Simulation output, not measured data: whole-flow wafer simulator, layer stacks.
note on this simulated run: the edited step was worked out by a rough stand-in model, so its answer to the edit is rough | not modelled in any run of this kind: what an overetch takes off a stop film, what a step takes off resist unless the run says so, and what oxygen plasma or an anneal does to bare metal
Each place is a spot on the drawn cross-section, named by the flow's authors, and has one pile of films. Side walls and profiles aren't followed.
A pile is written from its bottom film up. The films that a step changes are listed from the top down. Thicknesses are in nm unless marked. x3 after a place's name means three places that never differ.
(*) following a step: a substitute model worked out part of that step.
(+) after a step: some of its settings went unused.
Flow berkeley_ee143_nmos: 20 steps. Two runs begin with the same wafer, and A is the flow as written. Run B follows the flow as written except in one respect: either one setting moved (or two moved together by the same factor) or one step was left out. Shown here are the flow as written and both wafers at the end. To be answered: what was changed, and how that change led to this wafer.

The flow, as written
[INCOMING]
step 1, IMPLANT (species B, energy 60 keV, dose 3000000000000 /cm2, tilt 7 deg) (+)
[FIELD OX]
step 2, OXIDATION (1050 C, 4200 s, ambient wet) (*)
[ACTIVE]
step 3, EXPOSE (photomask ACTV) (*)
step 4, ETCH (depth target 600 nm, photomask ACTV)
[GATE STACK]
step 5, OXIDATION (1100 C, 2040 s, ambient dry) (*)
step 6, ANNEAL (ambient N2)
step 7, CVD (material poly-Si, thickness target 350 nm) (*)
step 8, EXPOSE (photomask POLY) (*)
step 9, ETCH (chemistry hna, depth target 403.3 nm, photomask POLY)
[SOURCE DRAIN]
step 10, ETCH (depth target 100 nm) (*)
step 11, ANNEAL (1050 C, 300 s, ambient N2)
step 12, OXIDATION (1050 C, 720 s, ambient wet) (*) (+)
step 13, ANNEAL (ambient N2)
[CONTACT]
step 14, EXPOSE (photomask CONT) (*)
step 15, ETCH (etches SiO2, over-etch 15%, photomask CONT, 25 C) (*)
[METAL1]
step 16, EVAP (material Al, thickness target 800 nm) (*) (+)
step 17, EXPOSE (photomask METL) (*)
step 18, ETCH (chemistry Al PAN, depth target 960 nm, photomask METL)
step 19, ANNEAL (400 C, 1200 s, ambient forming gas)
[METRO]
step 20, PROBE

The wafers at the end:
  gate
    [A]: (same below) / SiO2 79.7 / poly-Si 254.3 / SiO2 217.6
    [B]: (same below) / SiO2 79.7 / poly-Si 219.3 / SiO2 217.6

What caused this: step 7, CVD: thickness target 315 nm was run, while the flow as written has thickness target 350 nm.

How this came from the change, step by step:
  step 7, CVD (material poly-Si, thickness target 350 nm) (*)
      gate, sd, contact, field: A +350 poly-Si (new film) | B +315 poly-Si (new film)
  step 9, ETCH (chemistry hna, depth target 403.3 nm, photomask POLY)
      sd, contact, field: A -350 poly-Si (all of it) | B -315 poly-Si (all of it)
